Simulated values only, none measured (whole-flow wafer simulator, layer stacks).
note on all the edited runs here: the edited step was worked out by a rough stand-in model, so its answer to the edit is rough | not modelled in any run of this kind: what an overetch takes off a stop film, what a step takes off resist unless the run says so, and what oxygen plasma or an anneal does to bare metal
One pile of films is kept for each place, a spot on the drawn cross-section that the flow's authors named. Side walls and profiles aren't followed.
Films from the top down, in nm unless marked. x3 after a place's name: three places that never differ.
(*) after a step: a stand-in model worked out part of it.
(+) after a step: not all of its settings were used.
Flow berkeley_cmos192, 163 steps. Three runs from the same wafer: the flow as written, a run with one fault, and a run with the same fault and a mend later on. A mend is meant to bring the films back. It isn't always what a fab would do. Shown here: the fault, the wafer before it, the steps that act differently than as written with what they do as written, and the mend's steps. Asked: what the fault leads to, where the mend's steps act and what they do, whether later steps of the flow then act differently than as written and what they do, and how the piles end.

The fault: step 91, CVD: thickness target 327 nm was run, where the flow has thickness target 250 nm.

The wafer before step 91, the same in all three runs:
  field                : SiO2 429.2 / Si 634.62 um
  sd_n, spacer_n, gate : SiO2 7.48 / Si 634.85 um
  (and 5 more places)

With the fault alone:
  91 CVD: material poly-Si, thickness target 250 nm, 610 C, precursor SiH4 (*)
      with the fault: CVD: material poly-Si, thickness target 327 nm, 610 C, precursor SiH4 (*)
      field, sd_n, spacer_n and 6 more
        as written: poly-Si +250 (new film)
        with the fault: poly-Si +327 (new film)
  Later steps of the flow that act differently than as written (15 more steps differ only slightly, by at most 2% or 0.5 nm, whichever is larger, and aren't shown):
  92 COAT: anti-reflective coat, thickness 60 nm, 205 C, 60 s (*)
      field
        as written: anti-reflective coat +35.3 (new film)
        with the fault: anti-reflective coat +36.6 (new film)
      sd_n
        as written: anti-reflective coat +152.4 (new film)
        with the fault: anti-reflective coat +155.9 (new film)
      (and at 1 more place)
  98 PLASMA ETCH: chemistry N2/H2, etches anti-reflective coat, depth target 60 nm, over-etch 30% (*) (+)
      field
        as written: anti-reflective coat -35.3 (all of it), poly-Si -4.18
        with the fault: anti-reflective coat -36.6 (all of it), poly-Si -4.26
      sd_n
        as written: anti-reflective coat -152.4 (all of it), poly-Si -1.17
        with the fault: anti-reflective coat -155.9 (all of it), poly-Si -1.2
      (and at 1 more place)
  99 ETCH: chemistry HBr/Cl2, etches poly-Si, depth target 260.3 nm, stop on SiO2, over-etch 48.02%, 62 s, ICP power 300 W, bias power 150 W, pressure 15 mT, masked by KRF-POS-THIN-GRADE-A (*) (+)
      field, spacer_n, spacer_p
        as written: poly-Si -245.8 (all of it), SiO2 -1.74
        with the fault: poly-Si -322.7 (all of it), SiO2 -0.31
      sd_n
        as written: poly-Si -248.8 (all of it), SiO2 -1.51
        with the fault: poly-Si -325.8 (all of it), SiO2 -0.3
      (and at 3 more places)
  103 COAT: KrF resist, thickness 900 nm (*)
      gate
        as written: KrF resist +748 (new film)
        with the fault: KrF resist +683.4 (new film)
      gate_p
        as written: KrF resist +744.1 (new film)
        with the fault: KrF resist +679.5 (new film)
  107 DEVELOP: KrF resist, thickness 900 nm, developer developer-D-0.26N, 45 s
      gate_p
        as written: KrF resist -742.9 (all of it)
        with the fault: KrF resist -678.5 (all of it)
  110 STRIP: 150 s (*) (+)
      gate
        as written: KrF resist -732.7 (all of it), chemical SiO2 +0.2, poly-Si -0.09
        with the fault: KrF resist -668.2 (all of it), chemical SiO2 +0.2, poly-Si -0.09
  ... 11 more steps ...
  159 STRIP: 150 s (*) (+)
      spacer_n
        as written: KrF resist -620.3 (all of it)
        with the fault: KrF resist -578.9 (all of it)
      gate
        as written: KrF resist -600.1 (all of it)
        with the fault: KrF resist -563.7 (all of it)
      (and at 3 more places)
  At the end the piles differ from the flow's by more than 2% or 0.5 nm, whichever is larger, at spacer_n, gate, spacer_p, gate_p.
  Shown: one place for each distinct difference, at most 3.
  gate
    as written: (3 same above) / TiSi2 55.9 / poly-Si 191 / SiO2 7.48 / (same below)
    with the fault: (3 same above) / TiSi2 55.9 / poly-Si 268 / SiO2 7.48 / (same below)
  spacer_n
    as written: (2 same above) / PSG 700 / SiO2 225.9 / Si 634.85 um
    with the fault: (2 same above) / PSG 700 / SiO2 302.9 / Si 634.85 um
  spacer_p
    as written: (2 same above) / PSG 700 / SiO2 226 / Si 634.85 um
    with the fault: (2 same above) / PSG 700 / SiO2 303 / Si 634.85 um

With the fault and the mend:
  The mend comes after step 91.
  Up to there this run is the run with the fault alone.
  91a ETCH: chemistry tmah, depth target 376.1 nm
      field, sd_n, spacer_n and 6 more
        poly-Si -327 (all of it)
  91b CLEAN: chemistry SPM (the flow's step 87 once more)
      changes no film at any place that is followed
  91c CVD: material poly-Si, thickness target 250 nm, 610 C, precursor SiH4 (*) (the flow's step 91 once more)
      field, sd_n, spacer_n and 6 more
        poly-Si +250 (new film)
  No later step of the flow acts differently than as written at any place that is followed.
  At the end the piles are the same as the flow's at every place that both follow.
